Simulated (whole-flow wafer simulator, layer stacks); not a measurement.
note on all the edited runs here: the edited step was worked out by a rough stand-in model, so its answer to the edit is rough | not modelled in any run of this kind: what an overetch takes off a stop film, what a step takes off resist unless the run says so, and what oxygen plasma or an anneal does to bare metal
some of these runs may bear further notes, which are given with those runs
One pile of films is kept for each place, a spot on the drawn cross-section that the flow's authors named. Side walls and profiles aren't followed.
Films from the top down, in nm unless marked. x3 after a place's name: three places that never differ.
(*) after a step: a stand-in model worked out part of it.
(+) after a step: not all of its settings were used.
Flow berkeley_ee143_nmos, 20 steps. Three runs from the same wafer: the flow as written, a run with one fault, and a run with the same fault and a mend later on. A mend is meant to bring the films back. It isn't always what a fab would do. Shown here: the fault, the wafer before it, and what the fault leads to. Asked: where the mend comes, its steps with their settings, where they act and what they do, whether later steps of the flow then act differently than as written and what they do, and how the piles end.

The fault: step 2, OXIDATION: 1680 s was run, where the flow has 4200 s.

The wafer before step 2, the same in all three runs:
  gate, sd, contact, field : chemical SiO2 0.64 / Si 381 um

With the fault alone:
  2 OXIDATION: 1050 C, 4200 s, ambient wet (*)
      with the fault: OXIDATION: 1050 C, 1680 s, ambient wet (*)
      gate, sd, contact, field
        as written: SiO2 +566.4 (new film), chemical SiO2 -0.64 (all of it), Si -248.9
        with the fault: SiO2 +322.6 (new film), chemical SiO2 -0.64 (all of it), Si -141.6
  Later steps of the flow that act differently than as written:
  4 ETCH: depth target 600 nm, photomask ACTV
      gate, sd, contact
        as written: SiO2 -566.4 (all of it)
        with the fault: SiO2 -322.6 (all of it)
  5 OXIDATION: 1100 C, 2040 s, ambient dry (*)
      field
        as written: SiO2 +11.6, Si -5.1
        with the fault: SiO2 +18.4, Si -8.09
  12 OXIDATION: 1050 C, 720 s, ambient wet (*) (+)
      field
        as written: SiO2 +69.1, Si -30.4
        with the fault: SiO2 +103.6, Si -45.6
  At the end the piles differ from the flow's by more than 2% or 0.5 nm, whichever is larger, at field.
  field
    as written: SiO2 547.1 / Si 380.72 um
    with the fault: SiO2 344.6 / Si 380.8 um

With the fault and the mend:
  The mend comes after step 2.
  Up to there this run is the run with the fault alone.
  2a OXIDATION: 1050 C, 2520 s, ambient wet (*) (the flow's step 2 once more, with other settings)
      gate, sd, contact, field
        SiO2 +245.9, Si -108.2
  No later step of the flow acts differently than as written, at any place that is followed, by more than 2% or 0.5 nm, whichever is larger.
  At the end the piles differ from the flow's only slightly at the places that both follow, by at most 2% or 0.5 nm, whichever is larger.
